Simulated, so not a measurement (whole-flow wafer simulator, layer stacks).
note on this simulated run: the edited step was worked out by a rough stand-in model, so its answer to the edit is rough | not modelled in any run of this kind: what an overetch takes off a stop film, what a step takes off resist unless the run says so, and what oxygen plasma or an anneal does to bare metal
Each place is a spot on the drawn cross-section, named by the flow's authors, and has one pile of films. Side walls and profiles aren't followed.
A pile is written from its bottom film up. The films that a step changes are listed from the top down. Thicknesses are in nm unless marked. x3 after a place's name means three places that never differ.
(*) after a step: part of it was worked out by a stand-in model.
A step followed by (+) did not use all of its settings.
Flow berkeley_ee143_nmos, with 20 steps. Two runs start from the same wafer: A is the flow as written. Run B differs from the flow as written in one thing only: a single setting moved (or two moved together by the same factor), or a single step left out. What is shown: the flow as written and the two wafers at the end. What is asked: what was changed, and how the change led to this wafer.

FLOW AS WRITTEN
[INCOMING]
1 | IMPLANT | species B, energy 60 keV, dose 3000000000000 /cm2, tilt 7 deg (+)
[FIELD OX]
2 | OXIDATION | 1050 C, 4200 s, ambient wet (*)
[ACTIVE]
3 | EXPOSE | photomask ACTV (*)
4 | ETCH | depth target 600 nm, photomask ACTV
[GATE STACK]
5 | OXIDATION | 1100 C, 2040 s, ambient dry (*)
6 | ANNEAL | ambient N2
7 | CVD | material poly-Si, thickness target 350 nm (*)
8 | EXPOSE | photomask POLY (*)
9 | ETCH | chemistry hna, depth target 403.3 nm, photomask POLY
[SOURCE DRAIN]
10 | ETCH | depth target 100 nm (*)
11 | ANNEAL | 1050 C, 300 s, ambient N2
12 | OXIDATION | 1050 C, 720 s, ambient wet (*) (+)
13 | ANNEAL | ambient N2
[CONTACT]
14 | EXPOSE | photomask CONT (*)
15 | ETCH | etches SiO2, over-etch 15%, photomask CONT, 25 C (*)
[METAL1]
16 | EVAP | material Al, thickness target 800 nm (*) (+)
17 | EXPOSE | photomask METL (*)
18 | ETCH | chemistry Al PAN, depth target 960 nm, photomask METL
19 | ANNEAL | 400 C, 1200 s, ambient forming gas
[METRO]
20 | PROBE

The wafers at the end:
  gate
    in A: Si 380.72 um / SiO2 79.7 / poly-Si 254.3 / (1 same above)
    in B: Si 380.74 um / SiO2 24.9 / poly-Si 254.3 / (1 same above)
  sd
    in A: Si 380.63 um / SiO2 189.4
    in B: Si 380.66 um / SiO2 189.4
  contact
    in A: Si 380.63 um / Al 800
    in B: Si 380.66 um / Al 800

Cause: step 5, OXIDATION: 962 C was run, while the flow as written has 1100 C.

How this came from the change, step by step:
  5 | OXIDATION | 1100 C, 2040 s, ambient dry (*)
      gate, sd, contact: A SiO2 gains 79.7 (new film), Si loses 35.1 | B SiO2 gains 24.9 (new film), Si loses 11
      field: A SiO2 gains 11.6, Si loses 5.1 | B SiO2 gains 2.97, Si loses 1.31
  10 | ETCH | depth target 100 nm (*)
      sd, contact: A SiO2 loses 79.7 (all of it) | B SiO2 loses 24.9 (all of it)
